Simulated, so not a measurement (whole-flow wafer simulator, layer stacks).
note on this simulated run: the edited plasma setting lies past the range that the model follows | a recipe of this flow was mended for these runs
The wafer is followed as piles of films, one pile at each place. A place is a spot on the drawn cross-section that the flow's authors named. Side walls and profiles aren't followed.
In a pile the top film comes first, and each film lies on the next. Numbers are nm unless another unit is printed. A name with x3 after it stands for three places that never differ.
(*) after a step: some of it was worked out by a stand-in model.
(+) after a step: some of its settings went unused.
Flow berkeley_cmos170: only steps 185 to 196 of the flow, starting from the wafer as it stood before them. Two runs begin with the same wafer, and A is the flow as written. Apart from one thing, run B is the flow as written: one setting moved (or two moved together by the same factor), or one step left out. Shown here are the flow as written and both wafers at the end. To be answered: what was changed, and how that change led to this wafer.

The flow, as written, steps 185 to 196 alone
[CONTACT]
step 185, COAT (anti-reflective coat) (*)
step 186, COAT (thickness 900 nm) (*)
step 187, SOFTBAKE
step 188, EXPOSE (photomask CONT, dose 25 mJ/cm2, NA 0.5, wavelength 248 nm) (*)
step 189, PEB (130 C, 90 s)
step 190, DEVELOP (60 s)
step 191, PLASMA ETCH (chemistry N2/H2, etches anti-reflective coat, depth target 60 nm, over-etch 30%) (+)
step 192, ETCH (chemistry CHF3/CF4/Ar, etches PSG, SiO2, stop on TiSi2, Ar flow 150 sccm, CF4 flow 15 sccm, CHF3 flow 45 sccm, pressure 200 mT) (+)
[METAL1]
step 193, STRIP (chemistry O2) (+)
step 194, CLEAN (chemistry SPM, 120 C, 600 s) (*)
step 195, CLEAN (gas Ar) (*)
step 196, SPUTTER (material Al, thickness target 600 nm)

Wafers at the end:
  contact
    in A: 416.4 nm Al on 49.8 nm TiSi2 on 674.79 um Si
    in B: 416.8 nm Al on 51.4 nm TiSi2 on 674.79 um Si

What caused this: step 192, ETCH: Ar flow 60 sccm was run, whereas the flow has Ar flow 150 sccm.

How this came from the change, step by step:
  step 192, ETCH (chemistry CHF3/CF4/Ar, etches PSG, SiO2, stop on TiSi2, Ar flow 150 sccm, CF4 flow 15 sccm, CHF3 flow 45 sccm, pressure 200 mT) (+)
      field, mark, sd_n and 9 more: A KrF-resist loses 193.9 | B KrF-resist loses 133.2
      contact: A PSG loses 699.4 (all of it), TiSi2 loses 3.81 | B PSG loses 699.4 (all of it), TiSi2 loses 2.19
  step 193, STRIP (chemistry O2) (+)
      field: A KrF-resist loses 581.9 (all of it), anti-reflective coat loses 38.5 (all of it) | B KrF-resist loses 642.6 (all of it), anti-reflective coat loses 38.5 (all of it)
      mark: A KrF-resist loses 594.8 (all of it), anti-reflective coat loses 60 (all of it) | B KrF-resist loses 655.5 (all of it), anti-reflective coat loses 60 (all of it)
      (as well as at 10 more places)
